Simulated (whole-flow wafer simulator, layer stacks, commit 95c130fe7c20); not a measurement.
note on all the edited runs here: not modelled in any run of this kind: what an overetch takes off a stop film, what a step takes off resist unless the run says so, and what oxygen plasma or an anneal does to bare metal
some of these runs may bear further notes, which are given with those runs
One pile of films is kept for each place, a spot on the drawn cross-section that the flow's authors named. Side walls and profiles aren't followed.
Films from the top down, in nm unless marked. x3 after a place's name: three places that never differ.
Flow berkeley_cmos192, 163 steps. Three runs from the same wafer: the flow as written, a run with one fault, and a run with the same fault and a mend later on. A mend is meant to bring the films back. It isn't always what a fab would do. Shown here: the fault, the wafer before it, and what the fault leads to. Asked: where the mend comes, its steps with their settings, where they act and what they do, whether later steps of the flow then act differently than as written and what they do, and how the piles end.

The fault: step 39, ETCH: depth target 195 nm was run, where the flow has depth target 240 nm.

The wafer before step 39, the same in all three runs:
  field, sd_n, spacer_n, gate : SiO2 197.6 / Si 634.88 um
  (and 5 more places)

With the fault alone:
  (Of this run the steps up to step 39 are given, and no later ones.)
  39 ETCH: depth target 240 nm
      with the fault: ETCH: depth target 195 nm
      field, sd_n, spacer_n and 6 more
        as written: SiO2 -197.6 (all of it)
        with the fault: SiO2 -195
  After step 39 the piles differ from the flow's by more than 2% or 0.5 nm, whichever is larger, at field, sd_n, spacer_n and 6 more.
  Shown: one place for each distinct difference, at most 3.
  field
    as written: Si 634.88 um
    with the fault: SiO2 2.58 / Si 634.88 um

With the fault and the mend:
  The mend comes after step 39.
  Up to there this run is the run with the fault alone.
  39a ETCH: depth target 45 nm (the flow's step 39 once more, with other settings)
      field, sd_n, spacer_n and 6 more
        SiO2 -2.58 (all of it)
  No later step of the flow acts differently than as written at any place that is followed.
  At the end the piles are the same as the flow's at every place that both follow.
